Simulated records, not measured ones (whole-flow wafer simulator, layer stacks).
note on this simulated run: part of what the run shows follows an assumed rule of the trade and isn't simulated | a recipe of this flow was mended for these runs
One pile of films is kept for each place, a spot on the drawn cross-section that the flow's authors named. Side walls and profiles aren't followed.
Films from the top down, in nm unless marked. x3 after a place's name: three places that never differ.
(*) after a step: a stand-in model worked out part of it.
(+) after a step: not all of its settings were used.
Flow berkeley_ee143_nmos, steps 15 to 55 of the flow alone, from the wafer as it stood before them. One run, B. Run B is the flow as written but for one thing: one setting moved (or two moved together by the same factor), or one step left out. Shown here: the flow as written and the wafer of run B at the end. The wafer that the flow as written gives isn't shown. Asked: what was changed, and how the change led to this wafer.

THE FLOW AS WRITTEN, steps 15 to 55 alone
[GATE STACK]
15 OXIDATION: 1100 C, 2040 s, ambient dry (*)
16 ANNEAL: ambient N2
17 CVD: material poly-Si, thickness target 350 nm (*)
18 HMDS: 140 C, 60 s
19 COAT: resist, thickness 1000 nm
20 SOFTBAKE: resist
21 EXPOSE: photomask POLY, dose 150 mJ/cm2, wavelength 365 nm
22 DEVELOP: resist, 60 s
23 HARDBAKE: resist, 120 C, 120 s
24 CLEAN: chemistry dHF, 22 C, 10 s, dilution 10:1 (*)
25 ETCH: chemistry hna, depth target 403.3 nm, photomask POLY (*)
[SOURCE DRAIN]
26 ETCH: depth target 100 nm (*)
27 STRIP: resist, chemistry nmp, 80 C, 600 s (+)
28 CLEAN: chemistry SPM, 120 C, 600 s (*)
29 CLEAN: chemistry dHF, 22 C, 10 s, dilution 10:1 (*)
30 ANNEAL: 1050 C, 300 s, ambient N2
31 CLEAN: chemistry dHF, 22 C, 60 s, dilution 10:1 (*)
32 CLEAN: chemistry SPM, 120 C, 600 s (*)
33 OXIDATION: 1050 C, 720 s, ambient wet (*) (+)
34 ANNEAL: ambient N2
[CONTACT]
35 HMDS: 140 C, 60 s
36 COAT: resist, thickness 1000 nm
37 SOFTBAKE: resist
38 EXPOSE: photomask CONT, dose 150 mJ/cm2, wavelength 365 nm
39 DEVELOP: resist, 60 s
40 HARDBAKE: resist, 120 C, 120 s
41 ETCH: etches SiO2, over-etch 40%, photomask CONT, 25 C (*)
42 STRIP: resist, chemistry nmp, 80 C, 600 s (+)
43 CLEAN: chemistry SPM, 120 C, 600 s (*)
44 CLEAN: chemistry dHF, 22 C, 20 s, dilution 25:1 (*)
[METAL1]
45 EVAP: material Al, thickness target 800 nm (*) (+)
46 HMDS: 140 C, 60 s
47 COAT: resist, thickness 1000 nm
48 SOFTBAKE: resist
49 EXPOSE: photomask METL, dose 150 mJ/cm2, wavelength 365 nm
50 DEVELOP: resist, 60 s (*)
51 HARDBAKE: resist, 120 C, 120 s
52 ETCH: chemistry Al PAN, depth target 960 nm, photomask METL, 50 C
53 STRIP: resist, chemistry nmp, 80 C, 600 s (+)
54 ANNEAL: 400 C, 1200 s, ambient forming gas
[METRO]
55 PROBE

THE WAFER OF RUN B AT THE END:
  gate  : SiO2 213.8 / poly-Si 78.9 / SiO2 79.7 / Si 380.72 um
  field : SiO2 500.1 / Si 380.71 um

The cause: step 17, CVD: thickness target 175 nm was run, where the flow has thickness target 350 nm.

How the change led to this, step by step:
  17 CVD: material poly-Si, thickness target 350 nm (*)
      gate, sd, contact, field: poly-Si +175 (new film) (as written it would be: poly-Si +350 (new film))
  19 COAT: resist, thickness 1000 nm
      field: resist +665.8 (new film) (as written it would be: resist +689.8 (new film))
  22 DEVELOP: resist, 60 s
      field: resist -665.8 (all of it) (as written it would be: resist -689.8 (all of it))
  25 ETCH: chemistry hna, depth target 403.3 nm, photomask POLY (*)
      sd, contact, field: poly-Si -175 (all of it), SiO2 -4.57 (as written it would be: poly-Si -350 (all of it), SiO2 -1.07)
  26 ETCH: depth target 100 nm (*)
      sd, contact: SiO2 -75.1 (all of it) (as written it would be: SiO2 -78.6 (all of it))
  36 COAT: resist, thickness 1000 nm
      gate: resist +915 (new film) (as written it would be: resist +822.5 (new film))
      sd: resist +1114.5 (new film) (as written it would be: resist +1160.4 (new film))
      (and at 2 more places)
  39 DEVELOP: resist, 60 s
      contact: resist -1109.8 (all of it) (as written it would be: resist -1142.5 (all of it))
  40 HARDBAKE: resist, 120 C, 120 s
      gate: resist -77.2 (as written it would be: resist -69)
      sd: resist -95.1 (as written it would be: resist -99.3)
      (and at 1 more place)
  42 STRIP: resist, chemistry nmp, 80 C, 600 s (+)
      gate: resist -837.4 (all of it) (as written it would be: resist -753.2 (all of it))
      sd: resist -1018.9 (all of it) (as written it would be: resist -1060.7 (all of it))
      (and at 1 more place)
  47 COAT: resist, thickness 1000 nm
      gate: resist +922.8 (new film) (as written it would be: resist +834.7 (new film))
      sd: resist +1111.1 (new film) (as written it would be: resist +1161.3 (new film))
      (and at 2 more places)
  50 DEVELOP: resist, 60 s (*)
      gate: resist -922.8 (all of it), Al -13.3 (as written it would be: resist -834.7 (all of it), Al -13.3)
      sd: resist -1111.1 (all of it), Al -13.3 (as written it would be: resist -1161.3 (all of it), Al -13.3)
      (and at 1 more place)
  51 HARDBAKE: resist, 120 C, 120 s
      contact: resist -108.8 (as written it would be: resist -112.2)
  53 STRIP: resist, chemistry nmp, 80 C, 600 s (+)
      contact: resist -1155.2 (all of it) (as written it would be: resist -1188.4 (all of it))
